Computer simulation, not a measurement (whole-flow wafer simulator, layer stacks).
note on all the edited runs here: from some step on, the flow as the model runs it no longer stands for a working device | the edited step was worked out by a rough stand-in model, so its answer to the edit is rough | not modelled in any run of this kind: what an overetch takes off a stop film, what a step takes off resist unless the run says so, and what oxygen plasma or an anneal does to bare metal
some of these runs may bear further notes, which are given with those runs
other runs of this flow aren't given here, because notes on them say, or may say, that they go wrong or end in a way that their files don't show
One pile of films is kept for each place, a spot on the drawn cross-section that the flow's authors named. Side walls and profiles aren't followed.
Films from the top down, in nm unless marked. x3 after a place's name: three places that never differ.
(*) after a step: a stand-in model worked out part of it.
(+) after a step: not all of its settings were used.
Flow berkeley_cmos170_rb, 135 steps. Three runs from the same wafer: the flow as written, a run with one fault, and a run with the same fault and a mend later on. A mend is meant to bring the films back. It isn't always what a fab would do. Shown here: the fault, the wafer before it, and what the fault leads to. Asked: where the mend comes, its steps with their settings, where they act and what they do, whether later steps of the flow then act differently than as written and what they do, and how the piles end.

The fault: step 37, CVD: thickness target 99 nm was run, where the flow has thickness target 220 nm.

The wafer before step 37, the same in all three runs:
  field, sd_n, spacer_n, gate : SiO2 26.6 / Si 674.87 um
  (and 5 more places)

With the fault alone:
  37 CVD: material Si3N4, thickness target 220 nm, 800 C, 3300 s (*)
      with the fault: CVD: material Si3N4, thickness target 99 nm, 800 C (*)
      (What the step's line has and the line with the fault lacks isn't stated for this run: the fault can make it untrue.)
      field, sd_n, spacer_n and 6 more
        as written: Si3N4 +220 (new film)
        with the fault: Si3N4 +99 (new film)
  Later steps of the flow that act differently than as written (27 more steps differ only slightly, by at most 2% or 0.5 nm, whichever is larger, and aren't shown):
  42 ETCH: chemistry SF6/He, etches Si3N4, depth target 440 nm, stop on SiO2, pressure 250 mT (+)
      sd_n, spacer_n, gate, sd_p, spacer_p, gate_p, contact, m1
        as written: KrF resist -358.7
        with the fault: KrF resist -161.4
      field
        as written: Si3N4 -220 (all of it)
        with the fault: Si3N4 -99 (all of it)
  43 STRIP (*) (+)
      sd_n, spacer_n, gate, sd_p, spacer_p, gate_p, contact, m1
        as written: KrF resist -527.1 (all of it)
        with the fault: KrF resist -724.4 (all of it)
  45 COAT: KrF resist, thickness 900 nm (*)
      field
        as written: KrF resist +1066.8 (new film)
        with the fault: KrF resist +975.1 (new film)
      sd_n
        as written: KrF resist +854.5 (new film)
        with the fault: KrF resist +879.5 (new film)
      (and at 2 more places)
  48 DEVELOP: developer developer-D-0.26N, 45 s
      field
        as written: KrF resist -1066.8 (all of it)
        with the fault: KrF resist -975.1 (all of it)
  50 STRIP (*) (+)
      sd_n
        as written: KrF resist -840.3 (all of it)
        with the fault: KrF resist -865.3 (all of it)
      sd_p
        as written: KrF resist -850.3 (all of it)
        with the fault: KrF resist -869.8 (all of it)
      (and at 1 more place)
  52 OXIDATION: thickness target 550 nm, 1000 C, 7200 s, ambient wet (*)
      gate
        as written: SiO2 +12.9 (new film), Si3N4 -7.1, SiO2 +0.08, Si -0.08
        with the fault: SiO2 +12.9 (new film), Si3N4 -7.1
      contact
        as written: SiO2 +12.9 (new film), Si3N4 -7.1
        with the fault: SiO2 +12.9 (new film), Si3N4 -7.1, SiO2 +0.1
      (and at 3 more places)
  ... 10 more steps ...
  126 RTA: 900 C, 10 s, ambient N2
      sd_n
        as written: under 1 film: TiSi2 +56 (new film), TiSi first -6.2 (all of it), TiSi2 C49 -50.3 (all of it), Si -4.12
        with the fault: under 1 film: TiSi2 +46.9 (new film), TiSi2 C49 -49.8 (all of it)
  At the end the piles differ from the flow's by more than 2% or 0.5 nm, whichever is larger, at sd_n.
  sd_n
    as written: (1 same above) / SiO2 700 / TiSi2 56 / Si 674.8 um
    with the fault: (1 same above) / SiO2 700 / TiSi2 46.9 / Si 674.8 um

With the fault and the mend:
  The mend comes after step 37.
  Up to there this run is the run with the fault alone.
  37a CVD: material Si3N4, thickness target 121 nm, 800 C (*) (the flow's step 37 once more, with other settings)
      field, sd_n, spacer_n and 6 more
        Si3N4 +121
  No later step of the flow acts differently than as written at any place that is followed.
  At the end the piles are the same as the flow's at every place that both follow.
